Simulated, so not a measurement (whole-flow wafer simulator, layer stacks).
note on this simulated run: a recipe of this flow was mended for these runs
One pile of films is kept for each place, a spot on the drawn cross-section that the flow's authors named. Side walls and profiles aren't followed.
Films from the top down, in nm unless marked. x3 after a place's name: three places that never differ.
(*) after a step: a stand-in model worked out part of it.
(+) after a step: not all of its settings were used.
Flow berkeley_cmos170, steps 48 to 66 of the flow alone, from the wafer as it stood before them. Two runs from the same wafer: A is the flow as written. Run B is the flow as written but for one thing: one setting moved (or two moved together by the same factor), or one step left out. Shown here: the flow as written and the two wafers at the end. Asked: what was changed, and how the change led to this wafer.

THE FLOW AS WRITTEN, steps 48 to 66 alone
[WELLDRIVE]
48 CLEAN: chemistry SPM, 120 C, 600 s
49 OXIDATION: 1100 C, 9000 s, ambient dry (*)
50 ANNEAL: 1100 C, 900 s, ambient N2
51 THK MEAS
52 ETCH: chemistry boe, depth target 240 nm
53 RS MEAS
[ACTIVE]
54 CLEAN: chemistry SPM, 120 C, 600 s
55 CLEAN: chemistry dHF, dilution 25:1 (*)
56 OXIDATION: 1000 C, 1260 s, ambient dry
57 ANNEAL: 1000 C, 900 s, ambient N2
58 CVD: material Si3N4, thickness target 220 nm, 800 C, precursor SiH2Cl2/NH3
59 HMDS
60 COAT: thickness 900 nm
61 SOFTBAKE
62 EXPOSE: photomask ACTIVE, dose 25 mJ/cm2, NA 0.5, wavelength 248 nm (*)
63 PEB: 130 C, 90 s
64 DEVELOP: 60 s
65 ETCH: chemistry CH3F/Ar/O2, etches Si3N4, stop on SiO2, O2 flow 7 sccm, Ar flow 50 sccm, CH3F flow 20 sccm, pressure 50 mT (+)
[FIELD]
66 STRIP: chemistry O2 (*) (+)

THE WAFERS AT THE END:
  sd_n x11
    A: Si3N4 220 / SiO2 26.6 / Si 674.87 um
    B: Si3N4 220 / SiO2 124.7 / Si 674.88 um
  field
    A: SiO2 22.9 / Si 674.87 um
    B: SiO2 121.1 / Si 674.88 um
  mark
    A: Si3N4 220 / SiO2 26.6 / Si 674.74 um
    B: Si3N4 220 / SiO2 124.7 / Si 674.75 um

The cause: step 52, ETCH: depth target 84 nm was run, where the flow has depth target 240 nm.

How the change led to this, step by step:
  52 ETCH: chemistry boe, depth target 240 nm
      field, mark, sd_n x11: A SiO2 -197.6 (all of it) | B SiO2 -84
  54 CLEAN: chemistry SPM, 120 C, 600 s
      field, mark, sd_n x11: A chemical SiO2 +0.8 (new film), Si -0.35 | B nothing
  55 CLEAN: chemistry dHF, dilution 25:1 (*)
      field, mark, sd_n x11: A chemical SiO2 -0.8 (all of it) | B nothing
  56 OXIDATION: 1000 C, 1260 s, ambient dry
      field, mark, sd_n x11: A SiO2 +26.6 (new film), Si -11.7 | B SiO2 +11.1, Si -4.88
